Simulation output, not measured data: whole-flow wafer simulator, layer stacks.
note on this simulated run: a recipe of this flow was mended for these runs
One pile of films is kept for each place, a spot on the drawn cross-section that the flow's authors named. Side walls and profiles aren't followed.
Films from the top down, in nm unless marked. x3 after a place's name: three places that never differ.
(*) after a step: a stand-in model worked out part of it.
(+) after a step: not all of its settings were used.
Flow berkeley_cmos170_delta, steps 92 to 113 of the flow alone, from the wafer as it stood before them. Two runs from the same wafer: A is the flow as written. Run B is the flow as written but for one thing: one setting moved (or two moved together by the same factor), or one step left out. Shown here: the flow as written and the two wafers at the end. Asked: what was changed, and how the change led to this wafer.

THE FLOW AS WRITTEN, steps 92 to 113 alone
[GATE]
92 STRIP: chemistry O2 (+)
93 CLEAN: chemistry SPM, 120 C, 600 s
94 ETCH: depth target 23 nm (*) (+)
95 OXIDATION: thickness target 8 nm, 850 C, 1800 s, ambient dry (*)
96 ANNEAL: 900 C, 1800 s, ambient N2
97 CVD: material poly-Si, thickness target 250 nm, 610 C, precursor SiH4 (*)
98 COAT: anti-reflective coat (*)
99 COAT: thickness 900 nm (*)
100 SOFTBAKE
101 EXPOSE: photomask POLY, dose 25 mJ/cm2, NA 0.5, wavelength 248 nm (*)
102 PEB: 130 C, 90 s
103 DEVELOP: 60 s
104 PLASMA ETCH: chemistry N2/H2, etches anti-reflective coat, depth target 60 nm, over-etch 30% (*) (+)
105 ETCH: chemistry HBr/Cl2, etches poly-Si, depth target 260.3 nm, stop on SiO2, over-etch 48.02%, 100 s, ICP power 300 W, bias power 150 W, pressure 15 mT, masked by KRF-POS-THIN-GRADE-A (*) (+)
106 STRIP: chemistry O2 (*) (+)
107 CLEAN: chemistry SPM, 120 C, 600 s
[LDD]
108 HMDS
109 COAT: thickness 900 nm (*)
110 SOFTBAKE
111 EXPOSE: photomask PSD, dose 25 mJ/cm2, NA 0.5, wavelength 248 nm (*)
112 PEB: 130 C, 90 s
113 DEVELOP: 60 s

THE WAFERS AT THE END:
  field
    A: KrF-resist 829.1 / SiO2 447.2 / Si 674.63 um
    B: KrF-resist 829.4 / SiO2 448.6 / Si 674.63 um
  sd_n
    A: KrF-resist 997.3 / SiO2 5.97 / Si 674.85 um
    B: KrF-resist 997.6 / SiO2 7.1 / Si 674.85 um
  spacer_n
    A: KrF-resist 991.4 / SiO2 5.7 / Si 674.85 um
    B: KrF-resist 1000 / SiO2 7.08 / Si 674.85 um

The cause: step 97, CVD: thickness target 310 nm was run, where the flow has thickness target 250 nm.

How the change led to this, step by step:
  97 CVD: material poly-Si, thickness target 250 nm, 610 C, precursor SiH4 (*)
      field, sd_n, spacer_n and 6 more: A poly-Si +250 (new film) | B poly-Si +310 (new film)
  98 COAT: anti-reflective coat (*)
      field: A anti-reflective coat +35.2 (new film) | B anti-reflective coat +36.2 (new film)
      sd_n: A anti-reflective coat +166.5 (new film) | B anti-reflective coat +170.3 (new film)
      (and at 1 more place)
  104 PLASMA ETCH: chemistry N2/H2, etches anti-reflective coat, depth target 60 nm, over-etch 30% (*) (+)
      field: A anti-reflective coat -35.2 (all of it), poly-Si -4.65 | B anti-reflective coat -36.2 (all of it), poly-Si -4.75
      sd_n: A anti-reflective coat -166.5 (all of it), poly-Si -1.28 | B anti-reflective coat -170.3 (all of it), poly-Si -1.31
      (and at 1 more place)
  105 ETCH: chemistry HBr/Cl2, etches poly-Si, depth target 260.3 nm, stop on SiO2, over-etch 48.02%, 100 s, ICP power 300 W, bias power 150 W, pressure 15 mT, masked by KRF-POS-THIN-GRADE-A (*) (+)
      field: A poly-Si -245.4 (all of it), SiO2 -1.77 | B poly-Si -305.3 (all of it), SiO2 -0.4
      sd_n: A poly-Si -248.7 (all of it), SiO2 -1.52 | B poly-Si -308.7 (all of it), SiO2 -0.38
      (and at 5 more places)
  109 COAT: thickness 900 nm (*)
      gate: A KrF-resist +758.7 (new film) | B KrF-resist +709.6 (new film)
      gate_p: A KrF-resist +754.5 (new film) | B KrF-resist +705.4 (new film)
  113 DEVELOP: 60 s
      gate_p: A KrF-resist -752.9 (all of it) | B KrF-resist -703.9 (all of it)
